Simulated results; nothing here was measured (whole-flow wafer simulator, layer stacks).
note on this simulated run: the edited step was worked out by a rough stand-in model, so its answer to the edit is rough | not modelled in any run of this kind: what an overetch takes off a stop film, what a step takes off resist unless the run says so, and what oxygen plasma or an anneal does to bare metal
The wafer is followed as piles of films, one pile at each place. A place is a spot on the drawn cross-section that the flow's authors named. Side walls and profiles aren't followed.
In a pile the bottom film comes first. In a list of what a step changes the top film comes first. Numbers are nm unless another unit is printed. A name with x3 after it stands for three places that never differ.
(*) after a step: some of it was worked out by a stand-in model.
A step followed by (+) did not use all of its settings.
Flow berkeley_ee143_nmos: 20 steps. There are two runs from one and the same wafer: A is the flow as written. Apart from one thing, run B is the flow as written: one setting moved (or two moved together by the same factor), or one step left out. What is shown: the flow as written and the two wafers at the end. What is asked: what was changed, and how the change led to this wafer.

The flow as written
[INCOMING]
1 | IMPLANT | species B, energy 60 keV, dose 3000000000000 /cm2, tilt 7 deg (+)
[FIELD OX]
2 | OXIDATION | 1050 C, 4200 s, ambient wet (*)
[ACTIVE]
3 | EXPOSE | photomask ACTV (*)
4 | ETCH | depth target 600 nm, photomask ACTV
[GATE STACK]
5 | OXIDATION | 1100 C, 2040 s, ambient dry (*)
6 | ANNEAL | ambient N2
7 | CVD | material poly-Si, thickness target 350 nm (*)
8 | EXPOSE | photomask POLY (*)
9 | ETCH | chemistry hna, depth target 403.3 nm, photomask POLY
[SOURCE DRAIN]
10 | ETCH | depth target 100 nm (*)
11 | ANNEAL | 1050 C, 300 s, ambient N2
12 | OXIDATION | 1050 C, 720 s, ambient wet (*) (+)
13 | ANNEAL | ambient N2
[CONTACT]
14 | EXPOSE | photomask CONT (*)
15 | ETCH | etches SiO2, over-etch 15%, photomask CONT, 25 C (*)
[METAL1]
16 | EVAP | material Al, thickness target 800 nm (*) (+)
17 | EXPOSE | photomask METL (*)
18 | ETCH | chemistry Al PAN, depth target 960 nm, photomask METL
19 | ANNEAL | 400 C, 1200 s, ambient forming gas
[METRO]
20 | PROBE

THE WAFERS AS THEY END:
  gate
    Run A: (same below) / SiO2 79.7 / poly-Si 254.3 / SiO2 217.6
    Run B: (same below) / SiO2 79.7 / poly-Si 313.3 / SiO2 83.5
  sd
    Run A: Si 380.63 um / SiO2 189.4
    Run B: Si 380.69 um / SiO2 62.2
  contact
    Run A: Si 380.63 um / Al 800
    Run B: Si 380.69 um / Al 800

Cause: step 12, OXIDATION: 945 C was run, while the flow as written has 1050 C.

How this came from the change, step by step:
  12 | OXIDATION | 1050 C, 720 s, ambient wet (*) (+)
      sd, contact: A +189.4 SiO2 (new film), -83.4 Si | B +62.2 SiO2 (new film), -27.4 Si
      gate: A +217.6 SiO2 (new film), -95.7 poly-Si | B +83.5 SiO2 (new film), -36.7 poly-Si
      (also at 1 further place)
  15 | ETCH | etches SiO2, over-etch 15%, photomask CONT, 25 C (*)
      contact: A -189.4 SiO2 (all of it) | B -62.2 SiO2 (all of it)
